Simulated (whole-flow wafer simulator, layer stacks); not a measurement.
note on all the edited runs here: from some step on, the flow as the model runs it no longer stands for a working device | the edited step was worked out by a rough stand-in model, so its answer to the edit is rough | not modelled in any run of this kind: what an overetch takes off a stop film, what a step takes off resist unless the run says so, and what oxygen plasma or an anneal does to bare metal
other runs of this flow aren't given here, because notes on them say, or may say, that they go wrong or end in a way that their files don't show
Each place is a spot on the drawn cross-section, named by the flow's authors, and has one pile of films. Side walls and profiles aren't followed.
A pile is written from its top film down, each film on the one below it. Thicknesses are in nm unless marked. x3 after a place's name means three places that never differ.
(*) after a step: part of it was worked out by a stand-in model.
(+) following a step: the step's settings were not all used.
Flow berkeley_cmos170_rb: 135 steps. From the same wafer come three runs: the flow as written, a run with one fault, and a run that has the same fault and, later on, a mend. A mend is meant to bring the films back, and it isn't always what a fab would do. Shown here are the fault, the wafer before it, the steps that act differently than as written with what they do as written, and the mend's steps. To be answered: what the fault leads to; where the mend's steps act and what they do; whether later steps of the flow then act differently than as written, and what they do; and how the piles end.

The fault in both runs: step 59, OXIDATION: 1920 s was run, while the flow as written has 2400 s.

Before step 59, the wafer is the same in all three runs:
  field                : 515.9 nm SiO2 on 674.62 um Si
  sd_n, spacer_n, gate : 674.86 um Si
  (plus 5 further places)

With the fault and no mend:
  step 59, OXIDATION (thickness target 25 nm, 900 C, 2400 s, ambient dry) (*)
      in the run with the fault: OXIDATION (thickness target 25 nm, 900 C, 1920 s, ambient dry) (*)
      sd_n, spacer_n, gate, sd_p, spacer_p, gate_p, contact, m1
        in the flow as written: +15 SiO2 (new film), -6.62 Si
        in the run with the fault: +13.1 SiO2 (new film), -5.74 Si
  Steps further on in the flow that do not act as written (30 other steps are not shown; they differ only slightly, by no more than 2% or 0.5 nm, whichever is larger):
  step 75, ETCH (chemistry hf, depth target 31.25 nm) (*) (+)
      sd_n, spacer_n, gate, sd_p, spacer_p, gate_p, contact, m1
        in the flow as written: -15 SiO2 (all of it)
        in the run with the fault: -13.1 SiO2 (all of it)
  At the end the piles are close to the flow's at the places that both follow, differing by at most 2% or 0.5 nm, whichever is larger.

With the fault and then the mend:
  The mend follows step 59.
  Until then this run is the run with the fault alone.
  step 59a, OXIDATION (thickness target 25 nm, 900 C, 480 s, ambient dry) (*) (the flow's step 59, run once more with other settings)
      sd_n, spacer_n, gate, sd_p, spacer_p, gate_p, contact, m1
        +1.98 SiO2, -0.87 Si
      field
        +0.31 SiO2, -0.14 Si
  Later steps of the flow that are run all act as written at every place that is followed.
  The piles end the same as the flow's at every place that both follow.
